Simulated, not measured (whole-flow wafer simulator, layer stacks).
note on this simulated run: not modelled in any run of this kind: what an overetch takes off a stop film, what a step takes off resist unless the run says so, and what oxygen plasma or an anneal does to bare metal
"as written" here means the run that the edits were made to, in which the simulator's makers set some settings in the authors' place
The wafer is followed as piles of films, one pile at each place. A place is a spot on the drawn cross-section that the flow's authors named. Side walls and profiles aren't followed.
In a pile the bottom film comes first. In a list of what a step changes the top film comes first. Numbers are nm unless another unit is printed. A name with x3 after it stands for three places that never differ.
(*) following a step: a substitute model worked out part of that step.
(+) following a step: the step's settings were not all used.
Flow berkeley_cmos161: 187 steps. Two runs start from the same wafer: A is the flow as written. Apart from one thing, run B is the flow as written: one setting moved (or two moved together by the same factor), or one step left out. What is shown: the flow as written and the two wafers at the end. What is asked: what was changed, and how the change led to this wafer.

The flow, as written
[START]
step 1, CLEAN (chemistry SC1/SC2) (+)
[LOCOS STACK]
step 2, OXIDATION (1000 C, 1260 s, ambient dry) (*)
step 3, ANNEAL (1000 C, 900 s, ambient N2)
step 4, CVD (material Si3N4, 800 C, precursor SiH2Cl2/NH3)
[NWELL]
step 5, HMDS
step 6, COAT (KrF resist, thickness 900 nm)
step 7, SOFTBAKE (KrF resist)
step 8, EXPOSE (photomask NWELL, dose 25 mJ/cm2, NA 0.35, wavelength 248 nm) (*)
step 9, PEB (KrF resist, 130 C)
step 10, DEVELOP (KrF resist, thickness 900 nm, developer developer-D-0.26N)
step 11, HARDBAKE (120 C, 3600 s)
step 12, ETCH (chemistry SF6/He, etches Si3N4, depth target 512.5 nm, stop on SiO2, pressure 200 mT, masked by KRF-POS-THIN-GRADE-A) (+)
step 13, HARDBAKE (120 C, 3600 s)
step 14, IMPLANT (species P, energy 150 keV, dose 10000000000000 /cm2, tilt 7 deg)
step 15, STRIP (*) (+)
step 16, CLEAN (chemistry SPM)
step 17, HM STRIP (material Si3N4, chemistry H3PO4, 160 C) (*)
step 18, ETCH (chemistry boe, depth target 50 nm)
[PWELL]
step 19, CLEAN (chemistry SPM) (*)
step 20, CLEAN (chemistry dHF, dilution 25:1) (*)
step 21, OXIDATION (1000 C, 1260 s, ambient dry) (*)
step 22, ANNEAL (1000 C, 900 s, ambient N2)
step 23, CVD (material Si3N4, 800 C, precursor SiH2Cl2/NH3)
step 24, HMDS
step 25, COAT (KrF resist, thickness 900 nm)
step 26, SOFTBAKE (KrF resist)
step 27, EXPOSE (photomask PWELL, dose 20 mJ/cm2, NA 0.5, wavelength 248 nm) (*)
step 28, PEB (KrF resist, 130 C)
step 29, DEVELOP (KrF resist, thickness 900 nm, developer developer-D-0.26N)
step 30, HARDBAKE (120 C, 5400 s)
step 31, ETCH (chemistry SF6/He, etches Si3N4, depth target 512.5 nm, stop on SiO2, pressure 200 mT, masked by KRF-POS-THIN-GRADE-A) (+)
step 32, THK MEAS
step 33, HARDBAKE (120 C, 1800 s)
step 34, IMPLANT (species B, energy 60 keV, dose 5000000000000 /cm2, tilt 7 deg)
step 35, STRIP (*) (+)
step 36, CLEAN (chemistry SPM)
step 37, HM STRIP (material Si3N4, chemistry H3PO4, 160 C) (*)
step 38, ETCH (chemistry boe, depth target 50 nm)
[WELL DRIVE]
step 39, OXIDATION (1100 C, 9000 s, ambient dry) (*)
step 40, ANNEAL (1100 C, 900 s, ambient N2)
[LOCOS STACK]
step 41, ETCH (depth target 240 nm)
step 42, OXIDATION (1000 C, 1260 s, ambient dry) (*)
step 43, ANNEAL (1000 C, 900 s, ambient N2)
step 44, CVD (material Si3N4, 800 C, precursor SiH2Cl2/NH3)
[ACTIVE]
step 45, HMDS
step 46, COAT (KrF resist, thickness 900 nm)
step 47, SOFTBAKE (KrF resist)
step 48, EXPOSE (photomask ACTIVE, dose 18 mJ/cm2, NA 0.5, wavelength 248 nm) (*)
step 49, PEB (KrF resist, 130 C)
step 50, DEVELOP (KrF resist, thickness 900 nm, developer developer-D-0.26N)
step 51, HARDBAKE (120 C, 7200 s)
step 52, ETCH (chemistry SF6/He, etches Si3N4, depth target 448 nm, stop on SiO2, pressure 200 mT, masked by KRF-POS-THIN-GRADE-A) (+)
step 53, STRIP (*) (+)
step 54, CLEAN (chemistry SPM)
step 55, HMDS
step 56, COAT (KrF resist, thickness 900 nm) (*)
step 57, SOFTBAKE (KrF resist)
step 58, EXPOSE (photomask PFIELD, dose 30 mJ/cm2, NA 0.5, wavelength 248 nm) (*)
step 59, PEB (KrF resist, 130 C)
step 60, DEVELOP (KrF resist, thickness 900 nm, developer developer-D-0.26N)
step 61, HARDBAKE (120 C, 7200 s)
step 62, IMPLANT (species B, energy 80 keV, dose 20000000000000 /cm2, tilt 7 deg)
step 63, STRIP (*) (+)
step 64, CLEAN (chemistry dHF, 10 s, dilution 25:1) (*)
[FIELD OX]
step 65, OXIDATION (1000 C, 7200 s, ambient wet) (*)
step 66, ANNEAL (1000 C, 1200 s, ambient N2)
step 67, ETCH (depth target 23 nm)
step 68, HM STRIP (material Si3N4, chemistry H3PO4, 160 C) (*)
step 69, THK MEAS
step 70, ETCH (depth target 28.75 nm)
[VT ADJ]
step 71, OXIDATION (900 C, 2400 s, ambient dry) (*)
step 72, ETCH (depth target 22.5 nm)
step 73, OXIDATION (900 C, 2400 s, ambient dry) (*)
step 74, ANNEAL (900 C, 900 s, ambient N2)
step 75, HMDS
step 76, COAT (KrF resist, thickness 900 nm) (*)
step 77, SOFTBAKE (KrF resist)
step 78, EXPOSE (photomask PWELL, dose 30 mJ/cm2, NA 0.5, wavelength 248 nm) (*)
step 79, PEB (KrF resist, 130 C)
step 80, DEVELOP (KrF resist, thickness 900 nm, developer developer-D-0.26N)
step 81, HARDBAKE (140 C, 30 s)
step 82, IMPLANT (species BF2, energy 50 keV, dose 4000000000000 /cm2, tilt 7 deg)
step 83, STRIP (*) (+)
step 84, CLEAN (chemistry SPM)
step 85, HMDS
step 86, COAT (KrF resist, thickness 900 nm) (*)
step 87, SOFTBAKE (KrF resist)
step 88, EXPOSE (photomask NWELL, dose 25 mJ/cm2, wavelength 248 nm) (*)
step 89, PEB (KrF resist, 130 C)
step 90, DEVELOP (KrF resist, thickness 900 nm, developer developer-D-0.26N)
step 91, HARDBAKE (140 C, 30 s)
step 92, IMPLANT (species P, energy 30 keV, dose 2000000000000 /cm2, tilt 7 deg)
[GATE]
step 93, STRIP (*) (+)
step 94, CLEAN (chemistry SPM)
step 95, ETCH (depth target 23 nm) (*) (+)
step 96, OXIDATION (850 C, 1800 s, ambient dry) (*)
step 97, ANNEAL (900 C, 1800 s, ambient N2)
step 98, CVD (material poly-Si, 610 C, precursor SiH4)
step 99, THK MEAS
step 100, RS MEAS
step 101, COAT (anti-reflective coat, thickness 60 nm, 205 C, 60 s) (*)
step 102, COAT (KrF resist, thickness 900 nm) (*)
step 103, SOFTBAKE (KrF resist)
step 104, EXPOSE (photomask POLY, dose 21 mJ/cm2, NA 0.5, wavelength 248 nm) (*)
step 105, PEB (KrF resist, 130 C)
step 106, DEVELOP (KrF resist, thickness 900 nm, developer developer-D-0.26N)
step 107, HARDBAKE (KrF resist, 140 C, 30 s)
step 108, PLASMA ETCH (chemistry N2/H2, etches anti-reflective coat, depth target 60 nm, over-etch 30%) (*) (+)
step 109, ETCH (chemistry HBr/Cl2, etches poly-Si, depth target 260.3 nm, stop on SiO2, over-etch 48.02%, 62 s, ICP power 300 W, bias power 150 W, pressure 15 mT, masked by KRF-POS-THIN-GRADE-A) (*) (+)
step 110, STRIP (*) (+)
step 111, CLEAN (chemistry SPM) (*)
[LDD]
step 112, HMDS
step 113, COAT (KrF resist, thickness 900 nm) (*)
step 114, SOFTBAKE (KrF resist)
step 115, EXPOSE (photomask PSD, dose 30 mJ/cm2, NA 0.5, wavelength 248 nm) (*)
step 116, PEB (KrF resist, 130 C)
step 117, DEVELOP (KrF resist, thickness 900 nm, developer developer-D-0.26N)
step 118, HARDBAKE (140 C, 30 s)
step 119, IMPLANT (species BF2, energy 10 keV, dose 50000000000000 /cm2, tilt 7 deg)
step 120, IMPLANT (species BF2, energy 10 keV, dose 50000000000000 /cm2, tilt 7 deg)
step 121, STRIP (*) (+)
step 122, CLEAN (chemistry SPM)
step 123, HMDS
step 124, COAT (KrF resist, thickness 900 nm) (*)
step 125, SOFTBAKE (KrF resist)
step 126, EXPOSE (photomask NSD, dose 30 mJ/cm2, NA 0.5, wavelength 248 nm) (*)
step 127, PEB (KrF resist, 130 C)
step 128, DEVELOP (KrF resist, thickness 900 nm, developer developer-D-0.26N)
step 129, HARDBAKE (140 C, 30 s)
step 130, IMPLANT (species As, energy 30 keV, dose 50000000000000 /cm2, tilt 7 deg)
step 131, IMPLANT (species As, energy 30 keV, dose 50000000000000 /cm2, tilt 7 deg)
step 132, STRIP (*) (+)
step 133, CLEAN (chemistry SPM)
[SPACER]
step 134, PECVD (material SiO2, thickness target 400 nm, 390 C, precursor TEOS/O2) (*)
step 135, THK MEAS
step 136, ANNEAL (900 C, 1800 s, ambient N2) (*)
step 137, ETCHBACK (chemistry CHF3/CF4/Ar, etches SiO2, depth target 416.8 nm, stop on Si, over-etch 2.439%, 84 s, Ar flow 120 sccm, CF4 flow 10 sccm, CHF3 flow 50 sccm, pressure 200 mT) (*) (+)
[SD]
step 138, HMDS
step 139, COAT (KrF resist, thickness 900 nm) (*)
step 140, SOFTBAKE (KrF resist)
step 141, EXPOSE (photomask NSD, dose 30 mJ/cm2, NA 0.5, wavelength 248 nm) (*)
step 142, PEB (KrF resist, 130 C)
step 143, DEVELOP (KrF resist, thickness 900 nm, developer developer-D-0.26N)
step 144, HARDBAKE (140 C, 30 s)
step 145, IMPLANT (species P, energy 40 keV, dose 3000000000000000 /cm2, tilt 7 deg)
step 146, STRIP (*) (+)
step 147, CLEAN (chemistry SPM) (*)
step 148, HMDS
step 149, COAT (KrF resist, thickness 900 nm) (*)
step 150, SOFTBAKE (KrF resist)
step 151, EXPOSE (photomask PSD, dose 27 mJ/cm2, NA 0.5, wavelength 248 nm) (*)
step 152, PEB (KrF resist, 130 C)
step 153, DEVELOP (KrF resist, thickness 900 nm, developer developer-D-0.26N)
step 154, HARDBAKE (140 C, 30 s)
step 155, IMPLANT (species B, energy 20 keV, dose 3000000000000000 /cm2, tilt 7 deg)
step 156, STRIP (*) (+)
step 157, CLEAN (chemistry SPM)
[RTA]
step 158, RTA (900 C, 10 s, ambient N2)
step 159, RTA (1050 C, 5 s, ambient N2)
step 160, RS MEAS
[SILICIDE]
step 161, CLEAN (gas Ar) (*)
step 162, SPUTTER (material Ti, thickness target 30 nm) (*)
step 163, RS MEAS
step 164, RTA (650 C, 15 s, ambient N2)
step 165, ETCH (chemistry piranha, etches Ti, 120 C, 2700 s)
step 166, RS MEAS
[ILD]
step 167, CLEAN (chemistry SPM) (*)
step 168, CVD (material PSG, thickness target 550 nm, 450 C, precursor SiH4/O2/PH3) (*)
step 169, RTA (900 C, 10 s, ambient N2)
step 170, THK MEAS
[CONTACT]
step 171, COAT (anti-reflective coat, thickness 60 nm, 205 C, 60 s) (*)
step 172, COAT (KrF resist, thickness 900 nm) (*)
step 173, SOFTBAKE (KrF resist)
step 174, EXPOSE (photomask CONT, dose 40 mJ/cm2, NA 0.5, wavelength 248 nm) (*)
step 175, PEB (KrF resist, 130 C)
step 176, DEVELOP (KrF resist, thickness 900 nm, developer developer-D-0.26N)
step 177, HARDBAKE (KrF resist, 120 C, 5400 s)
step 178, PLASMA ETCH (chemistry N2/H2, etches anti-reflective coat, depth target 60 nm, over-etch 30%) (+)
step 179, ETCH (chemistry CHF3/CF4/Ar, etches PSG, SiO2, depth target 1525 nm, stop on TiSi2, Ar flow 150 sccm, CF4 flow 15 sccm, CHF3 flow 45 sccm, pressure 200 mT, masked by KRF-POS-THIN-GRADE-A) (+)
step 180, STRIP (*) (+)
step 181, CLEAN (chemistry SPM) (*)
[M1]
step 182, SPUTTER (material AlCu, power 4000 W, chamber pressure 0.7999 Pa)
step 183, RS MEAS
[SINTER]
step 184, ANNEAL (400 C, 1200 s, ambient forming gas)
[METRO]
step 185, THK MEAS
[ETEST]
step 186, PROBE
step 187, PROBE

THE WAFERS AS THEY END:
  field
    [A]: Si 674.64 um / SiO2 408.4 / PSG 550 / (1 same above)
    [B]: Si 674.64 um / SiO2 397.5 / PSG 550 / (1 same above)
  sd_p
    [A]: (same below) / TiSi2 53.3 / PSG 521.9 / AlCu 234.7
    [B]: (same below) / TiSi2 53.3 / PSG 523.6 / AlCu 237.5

What caused this: step 67, ETCH: depth target 34 nm was run, though the flow has depth target 23 nm.

How this came from the change, step by step:
  step 67, ETCH (depth target 23 nm)
      field: A SiO2 loses 23 | B SiO2 loses 34
  step 101, COAT (anti-reflective coat, thickness 60 nm, 205 C, 60 s) (*)
      sd_n: A anti-reflective coat gains 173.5 (new film) | B anti-reflective coat gains 165.8 (new film)
      spacer_n: A anti-reflective coat gains 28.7 (new film) | B anti-reflective coat gains 30.9 (new film)
      (also at 4 further places)
  step 108, PLASMA ETCH (chemistry N2/H2, etches anti-reflective coat, depth target 60 nm, over-etch 30%) (*) (+)
      sd_n: A anti-reflective coat loses 173.5 (all of it), poly-Si loses 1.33 | B anti-reflective coat loses 165.8 (all of it), poly-Si loses 1.28
      spacer_n: A anti-reflective coat loses 28.7 (all of it), poly-Si loses 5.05 | B anti-reflective coat loses 30.9 (all of it), poly-Si loses 4.74
      (also at 2 further places)
  step 110, STRIP (*) (+)
      gate_n: A chemical SiO2 gains 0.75 (new film), KrF resist loses 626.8 (all of it), anti-reflective coat loses 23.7 (all of it), poly-Si loses 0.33 | B chemical SiO2 gains 0.75 (new film), KrF resist loses 619.8 (all of it), anti-reflective coat loses 25.9 (all of it), poly-Si loses 0.33
      gate_p: A chemical SiO2 gains 0.75 (new film), KrF resist loses 598.2 (all of it), anti-reflective coat loses 27.9 (all of it), poly-Si loses 0.33 | B chemical SiO2 gains 0.75 (new film), KrF resist loses 593.8 (all of it), anti-reflective coat loses 29.2 (all of it), poly-Si loses 0.33
  step 171, COAT (anti-reflective coat, thickness 60 nm, 205 C, 60 s) (*)
      sd_n: A anti-reflective coat gains 149.7 (new film) | B anti-reflective coat gains 140.9 (new film)
      m1: A anti-reflective coat gains 97.8 (new film) | B anti-reflective coat gains 95.2 (new film)
  step 180, STRIP (*) (+)
      sd_n: A KrF resist loses 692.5 (all of it), anti-reflective coat loses 149.7 (all of it) | B KrF resist loses 693.9 (all of it), anti-reflective coat loses 140.9 (all of it)
      m1: A KrF resist loses 739.9 (all of it), anti-reflective coat loses 97.8 (all of it) | B KrF resist loses 735.6 (all of it), anti-reflective coat loses 95.2 (all of it)
